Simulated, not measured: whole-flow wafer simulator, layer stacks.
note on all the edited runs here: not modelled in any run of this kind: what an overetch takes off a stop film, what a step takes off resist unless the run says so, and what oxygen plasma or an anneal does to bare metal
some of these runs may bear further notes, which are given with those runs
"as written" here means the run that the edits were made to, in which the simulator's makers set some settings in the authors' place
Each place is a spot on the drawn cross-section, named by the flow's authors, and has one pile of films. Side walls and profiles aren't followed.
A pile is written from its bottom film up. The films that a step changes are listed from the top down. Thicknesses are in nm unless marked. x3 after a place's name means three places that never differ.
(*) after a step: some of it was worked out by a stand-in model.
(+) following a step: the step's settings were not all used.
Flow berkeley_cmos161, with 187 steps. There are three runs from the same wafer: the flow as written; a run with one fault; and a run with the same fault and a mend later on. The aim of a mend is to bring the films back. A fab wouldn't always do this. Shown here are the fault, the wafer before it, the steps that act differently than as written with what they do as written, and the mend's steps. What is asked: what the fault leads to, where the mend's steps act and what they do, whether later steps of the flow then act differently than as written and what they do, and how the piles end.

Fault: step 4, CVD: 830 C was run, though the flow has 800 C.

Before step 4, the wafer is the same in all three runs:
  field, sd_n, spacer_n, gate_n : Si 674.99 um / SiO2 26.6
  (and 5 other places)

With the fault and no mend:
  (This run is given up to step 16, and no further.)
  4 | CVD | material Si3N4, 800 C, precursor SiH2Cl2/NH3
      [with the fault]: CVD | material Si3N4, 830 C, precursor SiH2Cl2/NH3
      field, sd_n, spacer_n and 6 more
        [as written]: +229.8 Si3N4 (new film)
        [with the fault]: +297.6 Si3N4 (new film)
  Steps further on in the flow that do not act as written (1 other step is not shown; it differs only slightly, by no more than 2% or 0.5 nm, whichever is larger):
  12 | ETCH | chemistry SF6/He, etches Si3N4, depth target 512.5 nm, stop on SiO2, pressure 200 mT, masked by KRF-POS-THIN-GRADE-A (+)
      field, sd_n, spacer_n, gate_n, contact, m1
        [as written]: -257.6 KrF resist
        [with the fault]: -331.3 KrF resist
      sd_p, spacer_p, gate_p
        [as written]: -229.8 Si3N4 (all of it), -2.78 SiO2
        [with the fault]: -297.6 Si3N4 (all of it), -2.78 SiO2
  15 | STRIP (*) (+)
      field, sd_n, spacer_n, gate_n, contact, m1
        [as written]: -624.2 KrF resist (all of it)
        [with the fault]: -550.7 KrF resist (all of it)
  After step 16, at field, sd_n, spacer_n, gate_n, contact, m1, the piles differ from the flow's by more than 2% or 0.5 nm, whichever is larger.
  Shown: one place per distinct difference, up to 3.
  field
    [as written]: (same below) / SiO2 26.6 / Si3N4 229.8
    [with the fault]: (same below) / SiO2 26.6 / Si3N4 297.6

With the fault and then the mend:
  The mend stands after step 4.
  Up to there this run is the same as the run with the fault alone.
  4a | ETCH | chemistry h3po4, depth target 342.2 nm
      field, sd_n, spacer_n and 6 more
        -297.6 Si3N4 (all of it)
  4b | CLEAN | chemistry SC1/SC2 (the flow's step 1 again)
      does not change any film at any place that is followed
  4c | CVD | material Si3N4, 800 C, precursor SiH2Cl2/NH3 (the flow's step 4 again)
      field, sd_n, spacer_n and 6 more
        +229.8 Si3N4 (new film)
  Later steps of the flow that are run all act as written at every place that is followed.
  The piles end the same as the flow's at every place that both follow.
